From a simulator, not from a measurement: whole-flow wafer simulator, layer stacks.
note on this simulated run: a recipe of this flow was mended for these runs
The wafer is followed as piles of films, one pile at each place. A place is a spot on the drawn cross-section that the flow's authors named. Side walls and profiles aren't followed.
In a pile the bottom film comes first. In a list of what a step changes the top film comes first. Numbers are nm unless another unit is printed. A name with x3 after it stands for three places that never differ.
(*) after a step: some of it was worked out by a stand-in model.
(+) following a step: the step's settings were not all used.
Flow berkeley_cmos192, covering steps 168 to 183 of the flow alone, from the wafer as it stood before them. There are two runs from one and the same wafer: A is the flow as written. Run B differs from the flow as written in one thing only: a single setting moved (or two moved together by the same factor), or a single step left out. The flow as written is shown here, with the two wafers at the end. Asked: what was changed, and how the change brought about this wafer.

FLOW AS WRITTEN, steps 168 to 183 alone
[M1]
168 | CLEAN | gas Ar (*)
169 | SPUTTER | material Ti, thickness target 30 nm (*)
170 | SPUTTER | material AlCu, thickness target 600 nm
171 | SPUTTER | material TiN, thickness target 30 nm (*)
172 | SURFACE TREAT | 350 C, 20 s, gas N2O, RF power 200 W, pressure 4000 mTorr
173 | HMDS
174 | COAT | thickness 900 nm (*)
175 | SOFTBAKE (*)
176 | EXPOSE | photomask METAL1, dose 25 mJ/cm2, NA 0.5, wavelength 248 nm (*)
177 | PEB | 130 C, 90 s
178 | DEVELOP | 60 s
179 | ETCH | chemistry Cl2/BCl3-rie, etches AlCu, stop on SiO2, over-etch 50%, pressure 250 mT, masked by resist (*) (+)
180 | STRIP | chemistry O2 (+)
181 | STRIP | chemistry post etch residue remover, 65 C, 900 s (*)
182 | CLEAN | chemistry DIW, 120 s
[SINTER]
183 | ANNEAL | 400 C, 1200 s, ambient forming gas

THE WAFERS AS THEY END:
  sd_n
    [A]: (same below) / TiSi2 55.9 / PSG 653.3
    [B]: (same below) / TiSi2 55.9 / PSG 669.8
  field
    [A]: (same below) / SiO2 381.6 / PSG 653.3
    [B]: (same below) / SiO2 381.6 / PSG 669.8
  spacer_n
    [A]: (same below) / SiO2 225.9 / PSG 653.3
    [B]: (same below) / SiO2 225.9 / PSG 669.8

What caused this: step 179, ETCH: over-etch 30% was run, though the flow has over-etch 50%.

Step by step, how the change led to this:
  179 | ETCH | chemistry Cl2/BCl3-rie, etches AlCu, stop on SiO2, over-etch 50%, pressure 250 mT, masked by resist (*) (+)
      field, sd_n, spacer_n, gate, spacer_p, gate_p: A -30 TiN (all of it), -600 AlCu (all of it), -30 Ti (all of it), -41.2 PSG | B -30 TiN (all of it), -600 AlCu (all of it), -30 Ti (all of it), -24.8 PSG
      contact, m1: A -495 KrF-resist | B -429 KrF-resist
      (and at 1 other place as well)
  180 | STRIP | chemistry O2 (+)
      contact: A -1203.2 KrF-resist (all of it) | B -1269.2 KrF-resist (all of it)
      m1: A -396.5 KrF-resist (all of it) | B -462.5 KrF-resist (all of it)
